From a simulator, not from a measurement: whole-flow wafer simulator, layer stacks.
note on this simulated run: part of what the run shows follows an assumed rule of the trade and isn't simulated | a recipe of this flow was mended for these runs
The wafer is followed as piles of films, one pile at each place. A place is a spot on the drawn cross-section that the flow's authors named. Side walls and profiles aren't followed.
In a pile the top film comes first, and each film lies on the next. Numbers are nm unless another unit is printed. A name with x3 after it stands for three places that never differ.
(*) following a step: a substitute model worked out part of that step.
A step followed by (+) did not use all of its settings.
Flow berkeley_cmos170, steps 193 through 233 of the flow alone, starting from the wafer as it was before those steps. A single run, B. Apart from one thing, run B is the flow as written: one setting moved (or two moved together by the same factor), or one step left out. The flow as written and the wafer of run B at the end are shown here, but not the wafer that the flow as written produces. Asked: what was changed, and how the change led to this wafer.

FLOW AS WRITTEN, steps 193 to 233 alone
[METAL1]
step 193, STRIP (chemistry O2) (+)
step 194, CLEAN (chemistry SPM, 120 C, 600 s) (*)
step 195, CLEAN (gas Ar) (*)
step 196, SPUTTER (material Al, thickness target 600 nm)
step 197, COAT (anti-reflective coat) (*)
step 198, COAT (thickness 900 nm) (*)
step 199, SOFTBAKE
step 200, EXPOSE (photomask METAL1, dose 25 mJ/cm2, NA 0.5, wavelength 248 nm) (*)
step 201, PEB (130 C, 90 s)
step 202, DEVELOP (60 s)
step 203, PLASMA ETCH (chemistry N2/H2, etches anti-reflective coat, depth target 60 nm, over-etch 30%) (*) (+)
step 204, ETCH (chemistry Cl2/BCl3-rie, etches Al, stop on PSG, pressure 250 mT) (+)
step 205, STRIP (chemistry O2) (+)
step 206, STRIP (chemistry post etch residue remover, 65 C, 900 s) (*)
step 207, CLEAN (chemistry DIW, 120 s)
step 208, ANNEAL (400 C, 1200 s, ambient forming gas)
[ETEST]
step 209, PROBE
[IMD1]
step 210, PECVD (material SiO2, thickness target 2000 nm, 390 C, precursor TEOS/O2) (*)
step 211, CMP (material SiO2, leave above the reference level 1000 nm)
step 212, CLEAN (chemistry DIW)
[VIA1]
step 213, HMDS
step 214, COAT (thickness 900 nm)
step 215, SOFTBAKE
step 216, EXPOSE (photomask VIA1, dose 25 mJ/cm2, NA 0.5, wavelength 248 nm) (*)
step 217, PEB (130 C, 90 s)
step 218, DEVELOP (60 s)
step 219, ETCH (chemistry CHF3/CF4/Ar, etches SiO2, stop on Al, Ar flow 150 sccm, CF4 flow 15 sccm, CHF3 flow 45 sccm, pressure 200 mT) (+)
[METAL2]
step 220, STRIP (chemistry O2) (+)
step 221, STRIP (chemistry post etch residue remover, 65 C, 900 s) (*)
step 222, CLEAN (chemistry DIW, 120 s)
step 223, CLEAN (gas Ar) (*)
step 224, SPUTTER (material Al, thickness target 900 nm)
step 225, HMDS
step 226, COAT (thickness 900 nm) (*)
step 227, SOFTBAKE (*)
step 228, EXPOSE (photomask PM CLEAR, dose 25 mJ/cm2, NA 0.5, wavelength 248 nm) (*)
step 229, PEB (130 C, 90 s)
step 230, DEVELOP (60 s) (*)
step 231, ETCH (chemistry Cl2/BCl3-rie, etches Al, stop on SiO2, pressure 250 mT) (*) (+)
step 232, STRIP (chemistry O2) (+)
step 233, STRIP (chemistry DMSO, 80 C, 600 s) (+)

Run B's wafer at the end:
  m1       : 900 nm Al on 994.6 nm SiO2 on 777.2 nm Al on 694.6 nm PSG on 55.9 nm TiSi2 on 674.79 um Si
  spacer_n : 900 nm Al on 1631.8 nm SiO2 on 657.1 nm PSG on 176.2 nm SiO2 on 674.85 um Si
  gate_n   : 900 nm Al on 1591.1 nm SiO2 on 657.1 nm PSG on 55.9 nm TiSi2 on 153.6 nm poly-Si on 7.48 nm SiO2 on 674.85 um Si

The reason: step 196, SPUTTER: thickness target 780 nm was run, while the flow as written has thickness target 600 nm.

The path from the change to this, step by step:
  step 196, SPUTTER (material Al, thickness target 600 nm)
      field, mark, sd_n and 8 more: Al gains 780 (new film) (it would be, as written: Al gains 600 (new film))
      sd_p: Al gains 753.9 (new film) (it would be, as written: Al gains 575.5 (new film))
      (also at 1 further place)
  step 197, COAT (anti-reflective coat) (*)
      sd_n: anti-reflective coat gains 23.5 (new film) (it would be, as written: anti-reflective coat gains 17.9 (new film))
      contact: anti-reflective coat gains 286 (new film) (it would be, as written: anti-reflective coat gains 261.1 (new film))
  step 198, COAT (thickness 900 nm) (*)
      sd_n: KrF-resist gains 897 (new film) (it would be, as written: KrF-resist gains 919.9 (new film))
  step 202, DEVELOP (60 s)
      sd_n: KrF-resist loses 895 (all of it) (it would be, as written: KrF-resist loses 917.8 (all of it))
  step 203, PLASMA ETCH (chemistry N2/H2, etches anti-reflective coat, depth target 60 nm, over-etch 30%) (*) (+)
      sd_n: anti-reflective coat loses 23.5 (all of it) (it would be, as written: anti-reflective coat loses 17.9 (all of it))
  step 204, ETCH (chemistry Cl2/BCl3-rie, etches Al, stop on PSG, pressure 250 mT) (+)
      field, mark, sd_n, spacer_n, gate_n, spacer_p, gate_p: Al loses 780 (all of it), PSG loses 37.5 (it would be, as written: Al loses 600 (all of it), PSG loses 37.5)
      contact, m1, via1, m2, via2: KrF-resist loses 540 (it would be, as written: KrF-resist loses 450)
      (also at 1 further place)
  step 205, STRIP (chemistry O2) (+)
      contact: KrF-resist loses 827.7 (all of it), anti-reflective coat loses 286 (all of it) (it would be, as written: KrF-resist loses 910.9 (all of it), anti-reflective coat loses 261.1 (all of it))
      m1: KrF-resist loses 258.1 (all of it), anti-reflective coat loses 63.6 (all of it) (it would be, as written: KrF-resist loses 352.3 (all of it), anti-reflective coat loses 63.4 (all of it))
      (also at 3 further places)
  step 211, CMP (material SiO2, leave above the reference level 1000 nm)
      spacer_n, spacer_p: SiO2 loses 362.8 (it would be, as written: SiO2 loses 542.8)
      gate_n, gate_p: SiO2 loses 403.6 (it would be, as written: SiO2 loses 583.6)
      (also at 5 further places)
